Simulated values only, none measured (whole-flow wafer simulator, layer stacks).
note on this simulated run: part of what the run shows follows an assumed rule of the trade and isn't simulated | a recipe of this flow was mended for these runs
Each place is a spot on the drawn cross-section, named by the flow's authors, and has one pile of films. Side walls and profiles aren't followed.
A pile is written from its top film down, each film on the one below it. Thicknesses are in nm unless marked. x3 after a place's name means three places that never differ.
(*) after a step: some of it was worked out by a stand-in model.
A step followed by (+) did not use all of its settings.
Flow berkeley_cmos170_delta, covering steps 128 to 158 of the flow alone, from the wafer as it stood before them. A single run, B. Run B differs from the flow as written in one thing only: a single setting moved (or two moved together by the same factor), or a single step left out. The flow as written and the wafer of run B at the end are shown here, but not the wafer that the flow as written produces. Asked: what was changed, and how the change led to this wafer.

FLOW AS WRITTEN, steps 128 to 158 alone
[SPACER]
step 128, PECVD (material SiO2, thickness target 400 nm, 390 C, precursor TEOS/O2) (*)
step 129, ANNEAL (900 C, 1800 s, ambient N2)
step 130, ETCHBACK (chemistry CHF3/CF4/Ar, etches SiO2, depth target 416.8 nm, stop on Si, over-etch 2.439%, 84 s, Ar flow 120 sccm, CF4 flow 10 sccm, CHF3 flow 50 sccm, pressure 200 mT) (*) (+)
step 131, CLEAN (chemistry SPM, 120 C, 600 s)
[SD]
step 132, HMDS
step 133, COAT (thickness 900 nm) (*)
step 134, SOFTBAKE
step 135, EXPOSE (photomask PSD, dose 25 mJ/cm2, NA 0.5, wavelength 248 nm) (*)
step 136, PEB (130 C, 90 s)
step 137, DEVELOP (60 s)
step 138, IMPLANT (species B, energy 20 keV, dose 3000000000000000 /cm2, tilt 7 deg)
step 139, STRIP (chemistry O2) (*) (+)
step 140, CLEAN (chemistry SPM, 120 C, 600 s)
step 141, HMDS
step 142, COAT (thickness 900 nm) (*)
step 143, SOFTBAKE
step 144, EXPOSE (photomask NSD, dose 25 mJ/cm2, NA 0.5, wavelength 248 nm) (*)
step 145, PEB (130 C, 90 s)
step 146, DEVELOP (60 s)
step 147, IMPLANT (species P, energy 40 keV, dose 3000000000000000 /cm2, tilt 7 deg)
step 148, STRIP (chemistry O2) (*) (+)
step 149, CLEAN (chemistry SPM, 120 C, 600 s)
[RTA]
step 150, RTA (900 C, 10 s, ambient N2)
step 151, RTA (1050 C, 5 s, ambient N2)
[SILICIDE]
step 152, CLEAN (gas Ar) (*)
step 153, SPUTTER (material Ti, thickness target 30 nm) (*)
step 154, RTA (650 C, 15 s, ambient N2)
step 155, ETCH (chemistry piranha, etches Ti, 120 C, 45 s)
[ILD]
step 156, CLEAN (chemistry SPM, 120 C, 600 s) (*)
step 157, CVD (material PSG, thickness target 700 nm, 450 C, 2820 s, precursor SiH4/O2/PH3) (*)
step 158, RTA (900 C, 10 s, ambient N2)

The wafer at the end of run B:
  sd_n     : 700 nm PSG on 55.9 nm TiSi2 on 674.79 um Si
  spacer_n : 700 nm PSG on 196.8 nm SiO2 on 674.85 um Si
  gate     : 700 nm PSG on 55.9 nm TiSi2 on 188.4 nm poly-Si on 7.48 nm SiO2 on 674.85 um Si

The reason: step 128, PECVD: thickness target 371 nm was run, though the flow has thickness target 400 nm.

Step by step, how the change led to this:
  step 128, PECVD (material SiO2, thickness target 400 nm, 390 C, precursor TEOS/O2) (*)
      field, sd_n, contact, m1: SiO2 gains 371 (as written it would have been: SiO2 gains 400)
      spacer_n, sd_p, spacer_p: SiO2 gains 356 (as written it would have been: SiO2 gains 383.7)
      (also at 2 further places)
  step 130, ETCHBACK (chemistry CHF3/CF4/Ar, etches SiO2, depth target 416.8 nm, stop on Si, over-etch 2.439%, 84 s, Ar flow 120 sccm, CF4 flow 10 sccm, CHF3 flow 50 sccm, pressure 200 mT) (*) (+)
      sd_n: SiO2 loses 377 (all of it), Si loses 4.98 (as written it would have been: SiO2 loses 406 (all of it), Si loses 2.34)
      gate: SiO2 loses 371 (all of it), chemical SiO2 loses 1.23 (all of it), poly-Si loses 4.98 (as written it would have been: SiO2 loses 400 (all of it), chemical SiO2 loses 1.23 (all of it), poly-Si loses 2.34)
      (also at 4 further places)
  step 154, RTA (650 C, 15 s, ambient N2)
      sd_p: Ti loses 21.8, TiSi first gains 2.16 (new film), TiSi2 C49 gains 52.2 (new film), Si loses 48 (as written it would have been: Ti loses 21.5, TiSi first gains 1.37 (new film), TiSi2 C49 gains 52.5 (new film), Si loses 47.8)
  step 158, RTA (900 C, 10 s, ambient N2)
      sd_p: under 1 film: TiSi2 gains 52 (new film), TiSi first loses 2.05 (all of it), TiSi2 C49 loses 52.2 (all of it), Si loses 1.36 (as written it would have been: under 1 film: TiSi2 gains 51.3 (new film), TiSi first loses 1.27 (all of it), TiSi2 C49 loses 52.5 (all of it), Si loses 0.84)
